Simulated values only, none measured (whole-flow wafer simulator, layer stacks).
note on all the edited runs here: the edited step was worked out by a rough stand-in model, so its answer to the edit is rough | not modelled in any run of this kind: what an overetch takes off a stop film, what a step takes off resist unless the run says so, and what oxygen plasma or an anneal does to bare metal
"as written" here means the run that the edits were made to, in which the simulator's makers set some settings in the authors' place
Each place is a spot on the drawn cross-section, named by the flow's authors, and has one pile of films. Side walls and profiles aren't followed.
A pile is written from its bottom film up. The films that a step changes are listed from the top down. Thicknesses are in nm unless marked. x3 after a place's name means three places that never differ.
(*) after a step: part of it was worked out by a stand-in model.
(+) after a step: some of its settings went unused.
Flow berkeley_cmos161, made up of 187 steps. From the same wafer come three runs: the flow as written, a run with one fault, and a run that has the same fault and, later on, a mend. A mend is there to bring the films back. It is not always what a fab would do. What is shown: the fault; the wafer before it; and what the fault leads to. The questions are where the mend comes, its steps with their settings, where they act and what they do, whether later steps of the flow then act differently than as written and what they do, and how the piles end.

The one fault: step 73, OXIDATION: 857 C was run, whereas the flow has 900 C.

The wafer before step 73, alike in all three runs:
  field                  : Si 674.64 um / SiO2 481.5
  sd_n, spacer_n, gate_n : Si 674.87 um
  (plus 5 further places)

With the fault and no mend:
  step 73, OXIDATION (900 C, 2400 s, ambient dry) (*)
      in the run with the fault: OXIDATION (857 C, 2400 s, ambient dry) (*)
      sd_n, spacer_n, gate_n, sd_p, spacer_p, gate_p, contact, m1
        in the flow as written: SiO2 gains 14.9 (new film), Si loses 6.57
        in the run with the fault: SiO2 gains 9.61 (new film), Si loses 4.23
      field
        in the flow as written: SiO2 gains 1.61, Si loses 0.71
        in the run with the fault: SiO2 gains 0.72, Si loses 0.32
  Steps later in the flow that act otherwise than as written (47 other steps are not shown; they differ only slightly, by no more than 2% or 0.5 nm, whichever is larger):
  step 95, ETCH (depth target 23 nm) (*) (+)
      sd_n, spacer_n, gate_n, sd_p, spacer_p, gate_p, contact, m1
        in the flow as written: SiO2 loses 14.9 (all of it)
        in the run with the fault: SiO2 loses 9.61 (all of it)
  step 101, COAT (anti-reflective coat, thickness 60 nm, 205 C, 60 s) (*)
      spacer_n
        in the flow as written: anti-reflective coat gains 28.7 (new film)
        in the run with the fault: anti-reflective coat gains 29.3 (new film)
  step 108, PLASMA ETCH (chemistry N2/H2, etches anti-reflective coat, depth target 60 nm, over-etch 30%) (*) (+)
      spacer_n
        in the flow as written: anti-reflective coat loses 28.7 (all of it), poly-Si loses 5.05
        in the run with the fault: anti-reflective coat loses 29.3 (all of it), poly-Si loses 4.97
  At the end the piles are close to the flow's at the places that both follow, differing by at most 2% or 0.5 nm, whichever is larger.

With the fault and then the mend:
  After step 74 comes the mend.
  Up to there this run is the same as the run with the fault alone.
  step 74a, OXIDATION (900 C, 1169 s, ambient dry) (*) (a further turn of the flow's step 73, with different settings)
      sd_n, spacer_n, gate_n, sd_p, spacer_p, gate_p, contact, m1
        SiO2 gains 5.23, Si loses 2.3
      field
        SiO2 gains 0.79, Si loses 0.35
  Later steps of the flow that are run all act as written at every place that is followed, up to a difference of at most 2% or 0.5 nm, whichever is larger.
  At the end the piles are close to the flow's at the places that both follow, differing by at most 2% or 0.5 nm, whichever is larger.
